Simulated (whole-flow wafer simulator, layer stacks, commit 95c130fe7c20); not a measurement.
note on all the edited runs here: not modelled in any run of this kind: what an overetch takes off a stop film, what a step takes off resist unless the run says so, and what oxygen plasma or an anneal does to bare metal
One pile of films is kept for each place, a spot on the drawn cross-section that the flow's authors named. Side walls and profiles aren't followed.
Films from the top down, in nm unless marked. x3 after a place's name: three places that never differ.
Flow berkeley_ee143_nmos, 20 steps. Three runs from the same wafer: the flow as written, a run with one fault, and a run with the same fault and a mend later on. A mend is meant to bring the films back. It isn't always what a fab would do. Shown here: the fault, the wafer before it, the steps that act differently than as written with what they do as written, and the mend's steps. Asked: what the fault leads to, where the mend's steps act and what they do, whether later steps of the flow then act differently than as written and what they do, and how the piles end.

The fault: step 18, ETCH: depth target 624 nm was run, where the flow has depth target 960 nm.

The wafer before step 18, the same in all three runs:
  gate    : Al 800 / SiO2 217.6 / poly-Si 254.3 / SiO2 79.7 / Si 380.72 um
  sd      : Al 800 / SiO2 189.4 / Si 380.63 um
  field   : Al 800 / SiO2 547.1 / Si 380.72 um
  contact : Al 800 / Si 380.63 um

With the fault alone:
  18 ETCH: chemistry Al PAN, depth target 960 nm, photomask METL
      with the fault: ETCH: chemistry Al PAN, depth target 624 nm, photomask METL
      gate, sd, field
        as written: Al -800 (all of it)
        with the fault: Al -624
  No later step of the flow acts differently than as written at any place that is followed.
  At the end the piles differ from the flow's by more than 2% or 0.5 nm, whichever is larger, at gate, sd, field.
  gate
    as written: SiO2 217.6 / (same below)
    with the fault: Al 176 / SiO2 217.6 / (same below)
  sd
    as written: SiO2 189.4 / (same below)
    with the fault: Al 176 / SiO2 189.4 / (same below)
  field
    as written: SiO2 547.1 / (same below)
    with the fault: Al 176 / SiO2 547.1 / (same below)

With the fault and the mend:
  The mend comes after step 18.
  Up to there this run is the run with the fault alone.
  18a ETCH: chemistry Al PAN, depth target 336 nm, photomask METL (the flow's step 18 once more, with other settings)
      gate, sd, field
        Al -176 (all of it)
  No later step of the flow acts differently than as written at any place that is followed.
  At the end the piles are the same as the flow's at every place that both follow.
